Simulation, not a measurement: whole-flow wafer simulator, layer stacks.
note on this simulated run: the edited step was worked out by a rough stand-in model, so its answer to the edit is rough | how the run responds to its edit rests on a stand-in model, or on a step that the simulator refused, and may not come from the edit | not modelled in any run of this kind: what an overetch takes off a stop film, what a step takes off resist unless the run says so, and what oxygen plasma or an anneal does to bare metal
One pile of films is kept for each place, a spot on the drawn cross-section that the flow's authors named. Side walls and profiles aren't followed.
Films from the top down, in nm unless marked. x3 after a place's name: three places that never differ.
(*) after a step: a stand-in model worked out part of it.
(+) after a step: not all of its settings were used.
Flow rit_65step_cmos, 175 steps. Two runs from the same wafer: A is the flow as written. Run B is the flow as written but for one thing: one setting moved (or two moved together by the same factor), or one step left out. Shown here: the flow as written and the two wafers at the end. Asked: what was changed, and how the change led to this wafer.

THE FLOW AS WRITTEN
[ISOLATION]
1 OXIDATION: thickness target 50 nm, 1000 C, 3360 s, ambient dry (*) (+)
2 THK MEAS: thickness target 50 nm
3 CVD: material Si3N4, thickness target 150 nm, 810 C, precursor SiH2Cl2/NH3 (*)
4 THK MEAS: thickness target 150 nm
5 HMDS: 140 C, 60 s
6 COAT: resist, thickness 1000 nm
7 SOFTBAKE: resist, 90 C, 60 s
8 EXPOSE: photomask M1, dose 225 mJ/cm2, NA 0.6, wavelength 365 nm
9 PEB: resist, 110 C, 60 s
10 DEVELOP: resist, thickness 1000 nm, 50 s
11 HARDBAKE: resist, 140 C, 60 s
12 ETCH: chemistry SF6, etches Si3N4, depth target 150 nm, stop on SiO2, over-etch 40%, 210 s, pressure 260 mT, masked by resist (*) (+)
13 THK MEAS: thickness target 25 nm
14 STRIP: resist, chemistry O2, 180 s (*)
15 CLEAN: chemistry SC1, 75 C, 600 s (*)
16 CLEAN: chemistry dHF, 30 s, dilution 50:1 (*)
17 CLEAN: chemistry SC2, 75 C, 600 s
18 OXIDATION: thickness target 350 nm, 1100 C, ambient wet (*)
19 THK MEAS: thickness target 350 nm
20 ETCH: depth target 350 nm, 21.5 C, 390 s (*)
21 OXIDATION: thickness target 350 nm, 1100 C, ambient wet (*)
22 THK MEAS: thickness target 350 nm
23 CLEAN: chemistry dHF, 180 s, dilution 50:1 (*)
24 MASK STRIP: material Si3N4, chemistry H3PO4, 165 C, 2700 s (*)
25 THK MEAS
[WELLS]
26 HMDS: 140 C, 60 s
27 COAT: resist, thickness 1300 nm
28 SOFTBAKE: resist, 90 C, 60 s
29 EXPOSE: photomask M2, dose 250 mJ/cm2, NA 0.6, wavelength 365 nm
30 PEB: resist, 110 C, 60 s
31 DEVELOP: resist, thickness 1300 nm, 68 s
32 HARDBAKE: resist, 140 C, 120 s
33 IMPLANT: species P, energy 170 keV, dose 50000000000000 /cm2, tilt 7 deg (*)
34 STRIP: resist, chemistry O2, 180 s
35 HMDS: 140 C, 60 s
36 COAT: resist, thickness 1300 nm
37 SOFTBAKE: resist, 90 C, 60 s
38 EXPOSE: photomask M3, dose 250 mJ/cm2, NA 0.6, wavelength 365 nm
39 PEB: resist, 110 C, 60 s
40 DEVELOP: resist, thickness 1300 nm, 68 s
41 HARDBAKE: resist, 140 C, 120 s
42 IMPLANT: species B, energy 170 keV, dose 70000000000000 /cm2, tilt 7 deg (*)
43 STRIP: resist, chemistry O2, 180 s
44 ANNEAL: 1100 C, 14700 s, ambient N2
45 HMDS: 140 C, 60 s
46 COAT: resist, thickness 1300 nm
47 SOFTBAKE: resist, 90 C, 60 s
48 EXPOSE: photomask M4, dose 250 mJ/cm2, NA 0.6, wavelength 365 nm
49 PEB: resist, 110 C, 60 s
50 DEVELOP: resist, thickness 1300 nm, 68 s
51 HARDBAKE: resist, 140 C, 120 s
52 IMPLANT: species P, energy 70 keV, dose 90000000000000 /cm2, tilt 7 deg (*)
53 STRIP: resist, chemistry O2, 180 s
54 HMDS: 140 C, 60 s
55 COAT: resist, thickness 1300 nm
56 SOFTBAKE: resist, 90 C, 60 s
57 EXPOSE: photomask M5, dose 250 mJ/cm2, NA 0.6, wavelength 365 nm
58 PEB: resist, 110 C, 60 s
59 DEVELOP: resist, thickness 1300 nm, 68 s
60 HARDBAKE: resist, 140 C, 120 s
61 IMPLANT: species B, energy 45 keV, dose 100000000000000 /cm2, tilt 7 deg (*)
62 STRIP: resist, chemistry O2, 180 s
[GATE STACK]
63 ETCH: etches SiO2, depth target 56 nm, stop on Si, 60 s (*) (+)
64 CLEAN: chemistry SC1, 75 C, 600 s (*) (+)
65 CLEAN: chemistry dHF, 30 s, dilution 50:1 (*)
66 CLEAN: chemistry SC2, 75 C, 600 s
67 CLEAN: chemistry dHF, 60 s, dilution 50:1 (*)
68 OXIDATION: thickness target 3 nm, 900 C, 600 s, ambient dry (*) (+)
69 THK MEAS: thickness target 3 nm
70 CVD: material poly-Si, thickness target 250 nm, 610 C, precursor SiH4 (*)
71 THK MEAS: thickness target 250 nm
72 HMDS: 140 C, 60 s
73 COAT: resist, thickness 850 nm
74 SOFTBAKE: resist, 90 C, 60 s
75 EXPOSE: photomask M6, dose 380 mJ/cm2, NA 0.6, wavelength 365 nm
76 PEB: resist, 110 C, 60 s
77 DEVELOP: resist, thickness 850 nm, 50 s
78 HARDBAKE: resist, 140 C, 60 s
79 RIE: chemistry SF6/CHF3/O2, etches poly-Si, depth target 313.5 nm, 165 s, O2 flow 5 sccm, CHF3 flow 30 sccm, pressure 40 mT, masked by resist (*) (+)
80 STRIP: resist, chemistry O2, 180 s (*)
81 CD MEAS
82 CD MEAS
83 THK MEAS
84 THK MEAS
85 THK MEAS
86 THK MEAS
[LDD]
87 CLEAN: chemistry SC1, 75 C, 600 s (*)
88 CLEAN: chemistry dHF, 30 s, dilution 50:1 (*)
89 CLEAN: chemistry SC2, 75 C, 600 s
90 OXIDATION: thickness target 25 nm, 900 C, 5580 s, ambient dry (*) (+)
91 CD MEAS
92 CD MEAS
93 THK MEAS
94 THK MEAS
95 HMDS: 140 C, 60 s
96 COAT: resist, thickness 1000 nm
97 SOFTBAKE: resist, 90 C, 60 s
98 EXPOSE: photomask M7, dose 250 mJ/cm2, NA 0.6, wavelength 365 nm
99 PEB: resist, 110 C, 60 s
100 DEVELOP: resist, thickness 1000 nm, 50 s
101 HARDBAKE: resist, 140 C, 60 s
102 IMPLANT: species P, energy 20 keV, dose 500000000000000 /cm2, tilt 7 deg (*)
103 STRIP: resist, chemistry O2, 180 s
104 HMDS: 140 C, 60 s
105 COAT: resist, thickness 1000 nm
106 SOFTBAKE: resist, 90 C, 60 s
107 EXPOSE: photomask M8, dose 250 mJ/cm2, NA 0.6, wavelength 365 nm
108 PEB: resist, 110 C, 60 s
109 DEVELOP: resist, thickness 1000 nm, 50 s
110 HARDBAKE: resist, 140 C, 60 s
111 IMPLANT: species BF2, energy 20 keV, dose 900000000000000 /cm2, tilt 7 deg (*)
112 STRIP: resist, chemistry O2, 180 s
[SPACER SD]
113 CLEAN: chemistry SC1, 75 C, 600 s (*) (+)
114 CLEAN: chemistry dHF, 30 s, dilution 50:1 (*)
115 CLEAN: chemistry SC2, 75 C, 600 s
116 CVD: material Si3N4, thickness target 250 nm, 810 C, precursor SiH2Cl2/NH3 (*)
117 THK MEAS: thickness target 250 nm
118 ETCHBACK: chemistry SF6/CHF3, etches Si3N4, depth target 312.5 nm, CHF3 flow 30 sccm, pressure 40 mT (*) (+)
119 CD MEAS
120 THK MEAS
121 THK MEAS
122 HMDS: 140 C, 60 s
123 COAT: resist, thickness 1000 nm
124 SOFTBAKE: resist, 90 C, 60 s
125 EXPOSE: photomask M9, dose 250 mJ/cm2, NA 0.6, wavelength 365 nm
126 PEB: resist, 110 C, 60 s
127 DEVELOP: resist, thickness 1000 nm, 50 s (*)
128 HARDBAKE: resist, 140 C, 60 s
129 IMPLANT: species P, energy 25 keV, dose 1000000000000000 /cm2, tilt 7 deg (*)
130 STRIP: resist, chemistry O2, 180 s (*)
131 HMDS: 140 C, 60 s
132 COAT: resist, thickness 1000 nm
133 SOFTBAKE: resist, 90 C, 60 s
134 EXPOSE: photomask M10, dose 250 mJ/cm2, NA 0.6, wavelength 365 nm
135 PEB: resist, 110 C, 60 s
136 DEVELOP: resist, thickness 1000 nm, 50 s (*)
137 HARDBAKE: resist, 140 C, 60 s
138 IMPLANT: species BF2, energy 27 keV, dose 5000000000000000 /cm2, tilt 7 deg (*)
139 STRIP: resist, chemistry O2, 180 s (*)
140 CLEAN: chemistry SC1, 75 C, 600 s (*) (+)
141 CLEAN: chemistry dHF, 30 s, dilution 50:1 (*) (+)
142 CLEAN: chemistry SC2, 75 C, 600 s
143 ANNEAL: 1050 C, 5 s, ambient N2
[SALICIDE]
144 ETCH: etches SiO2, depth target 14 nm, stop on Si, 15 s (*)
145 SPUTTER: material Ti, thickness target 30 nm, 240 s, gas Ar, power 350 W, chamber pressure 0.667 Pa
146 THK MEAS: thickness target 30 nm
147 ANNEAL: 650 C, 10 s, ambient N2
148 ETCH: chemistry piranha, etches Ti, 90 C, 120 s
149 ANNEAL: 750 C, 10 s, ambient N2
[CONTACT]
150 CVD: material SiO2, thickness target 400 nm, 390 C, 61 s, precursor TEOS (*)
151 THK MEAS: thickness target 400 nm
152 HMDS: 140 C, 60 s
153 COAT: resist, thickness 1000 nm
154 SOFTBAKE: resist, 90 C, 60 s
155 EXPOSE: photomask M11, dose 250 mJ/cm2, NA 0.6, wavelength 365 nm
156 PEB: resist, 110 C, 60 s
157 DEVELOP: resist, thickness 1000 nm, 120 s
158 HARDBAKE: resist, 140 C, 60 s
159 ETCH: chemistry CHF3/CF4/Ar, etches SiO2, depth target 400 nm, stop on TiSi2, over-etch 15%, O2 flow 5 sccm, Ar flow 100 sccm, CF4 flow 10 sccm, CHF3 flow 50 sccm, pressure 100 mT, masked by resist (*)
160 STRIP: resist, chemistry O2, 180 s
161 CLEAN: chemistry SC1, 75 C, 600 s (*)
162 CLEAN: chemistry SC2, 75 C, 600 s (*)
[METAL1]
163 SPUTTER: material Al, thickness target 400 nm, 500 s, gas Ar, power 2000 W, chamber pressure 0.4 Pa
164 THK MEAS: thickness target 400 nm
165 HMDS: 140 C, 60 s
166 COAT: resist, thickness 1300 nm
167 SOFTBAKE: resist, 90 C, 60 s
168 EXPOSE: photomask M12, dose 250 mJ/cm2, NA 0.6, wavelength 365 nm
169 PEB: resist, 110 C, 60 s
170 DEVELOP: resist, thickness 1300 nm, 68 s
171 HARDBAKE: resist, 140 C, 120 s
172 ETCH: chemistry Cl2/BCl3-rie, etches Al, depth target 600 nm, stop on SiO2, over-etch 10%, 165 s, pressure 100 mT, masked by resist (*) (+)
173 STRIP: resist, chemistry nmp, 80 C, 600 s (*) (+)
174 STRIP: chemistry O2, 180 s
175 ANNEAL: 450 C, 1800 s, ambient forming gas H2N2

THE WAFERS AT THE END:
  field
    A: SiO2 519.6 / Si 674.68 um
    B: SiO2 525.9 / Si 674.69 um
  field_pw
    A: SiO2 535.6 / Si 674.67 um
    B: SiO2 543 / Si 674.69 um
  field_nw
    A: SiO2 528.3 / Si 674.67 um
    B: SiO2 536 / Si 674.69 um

The cause: step 20, ETCH: 332 s was run, where the flow has 390 s.

How the change led to this, step by step:
  20 ETCH: depth target 350 nm, 21.5 C, 390 s (*)
      field, field_p: A SiO2 -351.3 (all of it), Si -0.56 | B SiO2 -324.3
      field_pw, field_nw: A SiO2 -355.4 (all of it), Si -0.49 | B SiO2 -324.3
      (and at 10 more places)
  21 OXIDATION: thickness target 350 nm, 1100 C, ambient wet (*)
      field, field_p: A SiO2 +350 (new film), Si -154 | B SiO2 +329.3, Si -144.9
      field_pw, field_nw: A SiO2 +350 (new film), Si -154 | B SiO2 +326.4, Si -143.6
